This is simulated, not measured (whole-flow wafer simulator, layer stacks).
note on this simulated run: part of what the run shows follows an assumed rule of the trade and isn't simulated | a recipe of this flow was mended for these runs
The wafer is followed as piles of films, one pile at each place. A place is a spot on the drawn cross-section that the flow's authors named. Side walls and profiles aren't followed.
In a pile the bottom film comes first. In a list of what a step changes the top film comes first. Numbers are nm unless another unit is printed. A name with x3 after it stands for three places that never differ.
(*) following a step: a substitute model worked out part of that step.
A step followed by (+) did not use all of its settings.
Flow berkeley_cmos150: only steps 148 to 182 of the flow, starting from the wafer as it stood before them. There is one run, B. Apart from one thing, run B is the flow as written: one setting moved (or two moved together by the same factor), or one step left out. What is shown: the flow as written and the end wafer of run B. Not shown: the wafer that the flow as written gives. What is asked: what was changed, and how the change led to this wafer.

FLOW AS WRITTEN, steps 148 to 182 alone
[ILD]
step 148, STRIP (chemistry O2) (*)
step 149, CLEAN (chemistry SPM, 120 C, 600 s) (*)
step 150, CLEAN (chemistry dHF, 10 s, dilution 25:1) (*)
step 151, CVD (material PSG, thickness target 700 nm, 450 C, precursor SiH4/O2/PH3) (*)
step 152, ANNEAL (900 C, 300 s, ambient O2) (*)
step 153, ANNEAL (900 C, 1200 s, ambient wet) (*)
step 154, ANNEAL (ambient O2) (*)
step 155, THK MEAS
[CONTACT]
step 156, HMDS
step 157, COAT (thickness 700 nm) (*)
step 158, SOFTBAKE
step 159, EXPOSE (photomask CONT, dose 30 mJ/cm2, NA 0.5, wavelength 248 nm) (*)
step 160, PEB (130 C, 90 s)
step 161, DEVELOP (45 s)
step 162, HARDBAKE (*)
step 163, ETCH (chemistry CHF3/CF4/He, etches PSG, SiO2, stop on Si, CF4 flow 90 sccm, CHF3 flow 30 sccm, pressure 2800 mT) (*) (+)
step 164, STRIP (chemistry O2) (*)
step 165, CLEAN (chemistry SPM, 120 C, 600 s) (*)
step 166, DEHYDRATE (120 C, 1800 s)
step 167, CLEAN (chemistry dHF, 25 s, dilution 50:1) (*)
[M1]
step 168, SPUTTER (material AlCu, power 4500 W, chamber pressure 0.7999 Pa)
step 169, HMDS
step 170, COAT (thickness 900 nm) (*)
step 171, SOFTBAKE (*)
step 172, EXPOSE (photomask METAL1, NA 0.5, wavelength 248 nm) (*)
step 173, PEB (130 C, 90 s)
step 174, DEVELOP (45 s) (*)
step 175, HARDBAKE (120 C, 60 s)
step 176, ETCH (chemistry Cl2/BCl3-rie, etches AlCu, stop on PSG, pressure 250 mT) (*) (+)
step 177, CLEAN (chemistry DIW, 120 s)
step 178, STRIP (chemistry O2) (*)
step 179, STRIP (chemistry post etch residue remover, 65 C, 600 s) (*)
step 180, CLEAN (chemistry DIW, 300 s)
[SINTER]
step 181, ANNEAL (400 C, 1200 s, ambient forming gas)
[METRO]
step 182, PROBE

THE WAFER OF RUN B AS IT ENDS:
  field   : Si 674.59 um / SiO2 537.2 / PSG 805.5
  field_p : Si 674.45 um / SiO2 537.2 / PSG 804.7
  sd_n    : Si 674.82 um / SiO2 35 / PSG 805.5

What caused this: step 151, CVD: thickness target 910 nm was run, though the flow has thickness target 700 nm.

Step by step, how the change led to this:
  step 151, CVD (material PSG, thickness target 700 nm, 450 C, precursor SiH4/O2/PH3) (*)
      field, field_p, sd_n, gate_n, gate_p, contact, m1: PSG gains 910 (new film) (as written it would have been: PSG gains 700 (new film))
      sd_p: PSG gains 886.9 (new film) (as written it would have been: PSG gains 639.5 (new film))
  step 153, ANNEAL (900 C, 1200 s, ambient wet) (*)
      sd_n, contact, m1: PSG loses 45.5, SiO2 gains 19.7, Si loses 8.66 (as written it would have been: PSG loses 35, SiO2 gains 22.8, Si loses 10)
      field, field_p: PSG loses 45.5, SiO2 gains 14.6, Si loses 6.43 (as written it would have been: PSG loses 35, SiO2 gains 16.3, Si loses 7.15)
      (and at 3 other places as well)
  step 157, COAT (thickness 700 nm) (*)
      sd_p: KrF-resist gains 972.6 (new film) (as written it would have been: KrF-resist gains 1000.3 (new film))
  step 163, ETCH (chemistry CHF3/CF4/He, etches PSG, SiO2, stop on Si, CF4 flow 90 sccm, CHF3 flow 30 sccm, pressure 2800 mT) (*) (+)
      field, field_p, sd_n, gate_n, sd_p, gate_p, m1: KrF-resist loses 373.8 (as written it would have been: KrF-resist loses 303.7)
      contact: PSG loses 864.5 (all of it), SiO2 loses 35 (all of it), Si loses 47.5 (as written it would have been: PSG loses 665 (all of it), SiO2 loses 38.1 (all of it), Si loses 47.5)
  step 164, STRIP (chemistry O2) (*)
      field: KrF-resist loses 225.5 (all of it) (as written it would have been: KrF-resist loses 294.5 (all of it))
      field_p: KrF-resist loses 330.3 (all of it) (as written it would have been: KrF-resist loses 397.1 (all of it))
      (and at 5 other places as well)
  step 168, SPUTTER (material AlCu, power 4500 W, chamber pressure 0.7999 Pa)
      sd_p: AlCu gains 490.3 (new film) (as written it would have been: AlCu gains 471.4 (new film))
      contact: AlCu gains 400.1 (new film) (as written it would have been: AlCu gains 443.6 (new film))
  step 170, COAT (thickness 900 nm) (*)
      sd_p: thick-KrF-resist gains 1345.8 (new film) (as written it would have been: thick-KrF-resist gains 1400.4 (new film))
      contact: thick-KrF-resist gains 1901.7 (new film) (as written it would have been: thick-KrF-resist gains 1720.1 (new film))
      (and at 1 other place as well)
  step 173, PEB (130 C, 90 s)
      contact: thick-KrF-resist loses 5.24 (as written it would have been: thick-KrF-resist loses 4.56)
  step 174, DEVELOP (45 s) (*)
      sd_p: thick-KrF-resist loses 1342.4 (all of it), AlCu loses 10 (as written it would have been: thick-KrF-resist loses 1396.9 (all of it), AlCu loses 10)
  step 175, HARDBAKE (120 C, 60 s)
      contact: thick-KrF-resist loses 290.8 (as written it would have been: thick-KrF-resist loses 263.1)
      m1: thick-KrF-resist loses 145.1 (as written it would have been: thick-KrF-resist loses 148.2)
  step 176, ETCH (chemistry Cl2/BCl3-rie, etches AlCu, stop on PSG, pressure 250 mT) (*) (+)
      sd_p: AlCu loses 480.3 (all of it), PSG loses 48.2 (as written it would have been: AlCu loses 461.4 (all of it), PSG loses 50.6)
      gate_p: AlCu loses 609.8 (all of it), PSG loses 32 (as written it would have been: AlCu loses 616.1 (all of it), PSG loses 31.2)
  step 178, STRIP (chemistry O2) (*)
      contact: thick-KrF-resist loses 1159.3 (all of it) (as written it would have been: thick-KrF-resist loses 1006.2 (all of it))
      m1: thick-KrF-resist loses 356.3 (all of it) (as written it would have been: thick-KrF-resist loses 373.8 (all of it))
